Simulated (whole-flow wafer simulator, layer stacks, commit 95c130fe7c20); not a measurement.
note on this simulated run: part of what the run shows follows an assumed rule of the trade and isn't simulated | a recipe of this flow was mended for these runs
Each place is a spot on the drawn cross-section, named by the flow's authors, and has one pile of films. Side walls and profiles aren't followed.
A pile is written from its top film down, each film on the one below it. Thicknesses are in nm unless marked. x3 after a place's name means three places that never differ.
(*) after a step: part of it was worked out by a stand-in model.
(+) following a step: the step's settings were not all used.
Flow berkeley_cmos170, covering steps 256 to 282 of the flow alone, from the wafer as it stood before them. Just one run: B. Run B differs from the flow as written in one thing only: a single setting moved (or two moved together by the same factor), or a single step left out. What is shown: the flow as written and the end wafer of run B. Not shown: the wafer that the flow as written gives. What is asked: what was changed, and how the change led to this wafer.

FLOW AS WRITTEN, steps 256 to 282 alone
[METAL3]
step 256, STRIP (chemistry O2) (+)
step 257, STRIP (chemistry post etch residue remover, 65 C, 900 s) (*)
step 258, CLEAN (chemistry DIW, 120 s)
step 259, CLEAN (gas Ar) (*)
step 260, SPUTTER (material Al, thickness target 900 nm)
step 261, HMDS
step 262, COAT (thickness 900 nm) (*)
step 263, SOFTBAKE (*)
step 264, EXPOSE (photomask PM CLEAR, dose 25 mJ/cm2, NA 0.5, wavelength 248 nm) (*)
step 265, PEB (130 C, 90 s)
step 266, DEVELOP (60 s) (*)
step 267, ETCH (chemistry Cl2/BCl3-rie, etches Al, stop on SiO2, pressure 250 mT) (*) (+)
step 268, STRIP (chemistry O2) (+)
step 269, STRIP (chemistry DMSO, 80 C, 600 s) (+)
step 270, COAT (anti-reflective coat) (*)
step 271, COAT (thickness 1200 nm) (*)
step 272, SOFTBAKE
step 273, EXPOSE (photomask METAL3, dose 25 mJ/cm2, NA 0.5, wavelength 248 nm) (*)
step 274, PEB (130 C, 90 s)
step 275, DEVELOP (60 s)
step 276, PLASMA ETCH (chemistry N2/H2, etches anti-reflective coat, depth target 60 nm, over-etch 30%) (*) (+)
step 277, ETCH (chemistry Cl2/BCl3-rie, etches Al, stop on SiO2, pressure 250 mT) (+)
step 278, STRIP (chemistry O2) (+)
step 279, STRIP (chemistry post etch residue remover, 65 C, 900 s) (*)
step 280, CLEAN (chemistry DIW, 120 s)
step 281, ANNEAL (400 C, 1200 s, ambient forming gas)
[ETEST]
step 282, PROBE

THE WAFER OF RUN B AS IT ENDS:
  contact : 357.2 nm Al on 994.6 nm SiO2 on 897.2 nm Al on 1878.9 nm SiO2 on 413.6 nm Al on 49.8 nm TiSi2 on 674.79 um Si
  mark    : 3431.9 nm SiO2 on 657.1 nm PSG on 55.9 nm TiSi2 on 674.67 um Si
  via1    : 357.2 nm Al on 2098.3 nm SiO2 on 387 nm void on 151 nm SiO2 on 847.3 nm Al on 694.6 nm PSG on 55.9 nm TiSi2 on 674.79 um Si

The reason: step 260, SPUTTER: thickness target 360 nm was run, though the flow has thickness target 900 nm.

How this came from the change, step by step:
  step 260, SPUTTER (material Al, thickness target 900 nm)
      field, mark, sd_n and 9 more: Al gains 360 (new film) (as written it would have been: Al gains 900 (new film))
      via2: Al gains 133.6 (as written it would have been: Al gains 259.4)
  step 262, COAT (thickness 900 nm) (*)
      via2: KrF-resist gains 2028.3 (new film) (as written it would have been: KrF-resist gains 2428.6 (new film))
  step 265, PEB (130 C, 90 s)
      via2: KrF-resist loses 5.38 (as written it would have been: KrF-resist loses 7.55)
  step 267, ETCH (chemistry Cl2/BCl3-rie, etches Al, stop on SiO2, pressure 250 mT) (*) (+)
      field, sd_n, spacer_n and 9 more: KrF-resist loses 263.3 (as written it would have been: KrF-resist loses 533.3)
      mark: Al loses 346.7 (all of it), SiO2 loses 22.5 (as written it would have been: Al loses 886.7 (all of it), SiO2 loses 22.5)
  step 268, STRIP (chemistry O2) (+)
      field, spacer_n, gate_n: KrF-resist loses 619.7 (all of it) (as written it would have been: KrF-resist loses 349.7 (all of it))
      spacer_p, gate_p: KrF-resist loses 619.6 (all of it) (as written it would have been: KrF-resist loses 349.6 (all of it))
      (and at 7 other places as well)
  step 270, COAT (anti-reflective coat) (*)
      m1: anti-reflective coat gains 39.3 (new film) (as written it would have been: anti-reflective coat gains 40.9 (new film))
      m2: anti-reflective coat gains 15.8 (new film) (as written it would have been: anti-reflective coat gains 16.6 (new film))
      (and at 1 other place as well)
  step 271, COAT (thickness 1200 nm) (*)
      via2: KrF-resist gains 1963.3 (new film) (as written it would have been: KrF-resist gains 2189.1 (new film))
  step 274, PEB (130 C, 90 s)
      via2: KrF-resist loses 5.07 (as written it would have been: KrF-resist loses 6.08)
  step 277, ETCH (chemistry Cl2/BCl3-rie, etches Al, stop on SiO2, pressure 250 mT) (+)
      field, sd_n, spacer_n, gate_n, sd_p, spacer_p, gate_p: Al loses 360 (all of it), SiO2 loses 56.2 (as written it would have been: Al loses 900 (all of it), SiO2 loses 56.2)
      contact, m1, via1, m2, via2: KrF-resist loses 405 (as written it would have been: KrF-resist loses 675)
      (and at 1 other place as well)
  step 278, STRIP (chemistry O2) (+)
      contact: KrF-resist loses 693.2 (all of it), anti-reflective coat loses 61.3 (all of it) (as written it would have been: KrF-resist loses 424 (all of it), anti-reflective coat loses 61.1 (all of it))
      m1: KrF-resist loses 687.5 (all of it), anti-reflective coat loses 39.3 (all of it) (as written it would have been: KrF-resist loses 423.6 (all of it), anti-reflective coat loses 40.9 (all of it))
      (and at 3 other places as well)
